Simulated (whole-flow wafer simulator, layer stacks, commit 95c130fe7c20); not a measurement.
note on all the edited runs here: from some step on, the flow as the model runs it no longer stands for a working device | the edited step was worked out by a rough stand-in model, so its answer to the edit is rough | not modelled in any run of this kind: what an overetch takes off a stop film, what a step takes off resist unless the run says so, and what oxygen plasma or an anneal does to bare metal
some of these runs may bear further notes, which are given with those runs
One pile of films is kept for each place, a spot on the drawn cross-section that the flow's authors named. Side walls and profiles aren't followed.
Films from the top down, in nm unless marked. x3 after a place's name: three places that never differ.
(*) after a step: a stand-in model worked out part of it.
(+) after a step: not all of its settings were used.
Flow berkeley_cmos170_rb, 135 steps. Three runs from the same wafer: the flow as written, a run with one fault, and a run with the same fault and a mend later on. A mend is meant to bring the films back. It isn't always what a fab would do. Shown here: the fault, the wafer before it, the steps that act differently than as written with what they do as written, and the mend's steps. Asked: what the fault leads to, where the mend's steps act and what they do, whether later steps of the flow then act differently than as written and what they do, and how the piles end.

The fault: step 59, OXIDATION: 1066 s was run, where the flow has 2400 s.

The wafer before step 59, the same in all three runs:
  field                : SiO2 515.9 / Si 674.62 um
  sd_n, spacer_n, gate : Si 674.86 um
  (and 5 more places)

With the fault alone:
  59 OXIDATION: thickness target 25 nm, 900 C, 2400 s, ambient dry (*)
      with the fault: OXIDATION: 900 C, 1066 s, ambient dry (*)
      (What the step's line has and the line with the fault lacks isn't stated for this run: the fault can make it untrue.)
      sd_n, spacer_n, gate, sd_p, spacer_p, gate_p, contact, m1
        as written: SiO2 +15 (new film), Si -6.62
        with the fault: SiO2 +9.05 (new film), Si -3.98
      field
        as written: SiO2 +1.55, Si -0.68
        with the fault: SiO2 +0.69, Si -0.3
  Later steps of the flow that act differently than as written (31 more steps differ only slightly, by at most 2% or 0.5 nm, whichever is larger, and aren't shown):
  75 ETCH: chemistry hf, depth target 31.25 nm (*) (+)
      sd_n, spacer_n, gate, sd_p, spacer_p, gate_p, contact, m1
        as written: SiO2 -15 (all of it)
        with the fault: SiO2 -9.05 (all of it)
  At the end the piles differ from the flow's only slightly at the places that both follow, by at most 2% or 0.5 nm, whichever is larger.

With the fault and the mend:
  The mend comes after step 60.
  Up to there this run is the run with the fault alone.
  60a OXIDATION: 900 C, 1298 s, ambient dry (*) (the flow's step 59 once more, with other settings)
      sd_n, spacer_n, gate, sd_p, spacer_p, gate_p, contact, m1
        SiO2 +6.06, Si -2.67
      field
        SiO2 +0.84, Si -0.37
  No later step of the flow acts differently than as written, at any place that is followed, by more than 2% or 0.5 nm, whichever is larger.
  At the end the piles differ from the flow's only slightly at the places that both follow, by at most 2% or 0.5 nm, whichever is larger.
